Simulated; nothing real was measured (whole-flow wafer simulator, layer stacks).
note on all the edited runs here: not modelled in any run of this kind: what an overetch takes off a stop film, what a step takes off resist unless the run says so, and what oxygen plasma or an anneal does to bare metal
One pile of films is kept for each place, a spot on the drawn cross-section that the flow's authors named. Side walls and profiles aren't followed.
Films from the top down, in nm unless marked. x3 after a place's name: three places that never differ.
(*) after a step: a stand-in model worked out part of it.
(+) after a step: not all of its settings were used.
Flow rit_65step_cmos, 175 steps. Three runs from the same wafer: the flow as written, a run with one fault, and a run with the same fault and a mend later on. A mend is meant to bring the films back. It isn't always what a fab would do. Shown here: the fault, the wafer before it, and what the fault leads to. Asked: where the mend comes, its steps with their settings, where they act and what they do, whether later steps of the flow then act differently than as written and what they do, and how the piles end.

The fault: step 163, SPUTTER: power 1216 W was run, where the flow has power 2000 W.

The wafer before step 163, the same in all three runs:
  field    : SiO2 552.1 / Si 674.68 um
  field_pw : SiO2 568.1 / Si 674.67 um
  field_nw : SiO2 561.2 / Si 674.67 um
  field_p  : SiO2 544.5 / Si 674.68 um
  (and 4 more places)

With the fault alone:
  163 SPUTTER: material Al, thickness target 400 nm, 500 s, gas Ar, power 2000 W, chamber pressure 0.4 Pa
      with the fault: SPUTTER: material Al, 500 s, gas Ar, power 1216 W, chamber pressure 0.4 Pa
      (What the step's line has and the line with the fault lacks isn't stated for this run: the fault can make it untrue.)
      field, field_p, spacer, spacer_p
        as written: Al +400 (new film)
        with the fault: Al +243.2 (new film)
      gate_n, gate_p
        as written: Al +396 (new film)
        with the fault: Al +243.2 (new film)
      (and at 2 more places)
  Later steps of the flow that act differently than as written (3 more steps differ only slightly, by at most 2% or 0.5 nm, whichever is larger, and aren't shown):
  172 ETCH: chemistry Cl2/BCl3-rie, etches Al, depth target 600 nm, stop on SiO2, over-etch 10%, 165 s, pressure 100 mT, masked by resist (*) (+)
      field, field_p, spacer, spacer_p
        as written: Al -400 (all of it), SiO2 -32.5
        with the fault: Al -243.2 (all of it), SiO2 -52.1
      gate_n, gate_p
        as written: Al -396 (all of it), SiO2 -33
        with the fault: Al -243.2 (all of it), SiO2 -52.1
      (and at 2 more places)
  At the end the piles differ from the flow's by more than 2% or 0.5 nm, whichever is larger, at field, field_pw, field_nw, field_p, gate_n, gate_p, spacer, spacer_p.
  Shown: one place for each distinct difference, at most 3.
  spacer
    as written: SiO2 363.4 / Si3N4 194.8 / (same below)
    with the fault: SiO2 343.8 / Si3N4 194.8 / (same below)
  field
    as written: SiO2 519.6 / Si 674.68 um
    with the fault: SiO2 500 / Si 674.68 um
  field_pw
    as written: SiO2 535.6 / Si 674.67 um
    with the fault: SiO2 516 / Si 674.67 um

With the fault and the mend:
  The mend comes after step 164.
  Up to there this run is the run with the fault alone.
  164a ETCH: chemistry al pan, depth target 280.5 nm
      field, field_p, gate_n, gate_p, spacer, spacer_p
        Al -243.2 (all of it)
      field_pw, field_nw
        Al -243 (all of it)
  164b SPUTTER: material Al, thickness target 400 nm, 500 s, gas Ar, power 2000 W, chamber pressure 0.4 Pa (the flow's step 163 once more)
      field, field_pw, field_p, spacer, spacer_p
        Al +400 (new film)
      gate_n, gate_p
        Al +396 (new film)
      field_nw
        Al +397.2 (new film)
  No later step of the flow acts differently than as written at any place that is followed.
  At the end the piles are the same as the flow's at every place that both follow.
